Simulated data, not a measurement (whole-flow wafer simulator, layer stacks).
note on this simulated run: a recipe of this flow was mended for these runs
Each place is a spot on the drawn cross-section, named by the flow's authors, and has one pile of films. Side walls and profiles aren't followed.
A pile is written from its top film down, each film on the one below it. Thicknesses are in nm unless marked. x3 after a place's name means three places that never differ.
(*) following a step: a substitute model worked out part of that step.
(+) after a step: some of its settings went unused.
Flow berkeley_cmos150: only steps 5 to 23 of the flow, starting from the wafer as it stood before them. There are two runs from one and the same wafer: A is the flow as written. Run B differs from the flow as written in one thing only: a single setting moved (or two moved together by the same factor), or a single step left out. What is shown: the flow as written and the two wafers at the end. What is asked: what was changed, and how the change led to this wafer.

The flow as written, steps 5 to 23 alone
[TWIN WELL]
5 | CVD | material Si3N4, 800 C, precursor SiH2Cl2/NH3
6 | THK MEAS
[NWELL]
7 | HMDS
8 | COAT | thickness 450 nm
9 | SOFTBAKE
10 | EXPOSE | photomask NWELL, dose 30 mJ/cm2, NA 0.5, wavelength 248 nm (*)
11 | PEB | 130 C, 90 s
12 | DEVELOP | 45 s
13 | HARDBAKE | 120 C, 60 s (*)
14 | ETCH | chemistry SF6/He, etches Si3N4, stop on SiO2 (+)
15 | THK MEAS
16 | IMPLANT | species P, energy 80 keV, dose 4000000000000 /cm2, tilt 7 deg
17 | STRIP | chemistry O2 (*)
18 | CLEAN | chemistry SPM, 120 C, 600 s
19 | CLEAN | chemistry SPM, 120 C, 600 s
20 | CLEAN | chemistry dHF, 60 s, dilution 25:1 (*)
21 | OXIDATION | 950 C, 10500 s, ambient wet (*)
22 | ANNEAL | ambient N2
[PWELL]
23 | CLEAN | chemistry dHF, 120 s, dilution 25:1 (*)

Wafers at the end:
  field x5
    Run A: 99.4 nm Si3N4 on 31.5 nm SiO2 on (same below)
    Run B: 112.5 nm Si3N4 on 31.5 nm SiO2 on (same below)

What caused this: step 5, CVD: 812 C was run, while the flow as written has 800 C.

The path from the change to this, step by step:
  5 | CVD | material Si3N4, 800 C, precursor SiH2Cl2/NH3
      field x5, field_p x3: A Si3N4 gains 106 (new film) | B Si3N4 gains 119.1 (new film)
  14 | ETCH | chemistry SF6/He, etches Si3N4, stop on SiO2 (+)
      field x5: A KrF-resist loses 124 | B KrF-resist loses 138.2
      field_p x3: A Si3N4 loses 106 (all of it), SiO2 loses 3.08 | B Si3N4 loses 119.1 (all of it), SiO2 loses 3.08
  17 | STRIP | chemistry O2 (*)
      field x5: A KrF-resist loses 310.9 (all of it) | B KrF-resist loses 296.7 (all of it)
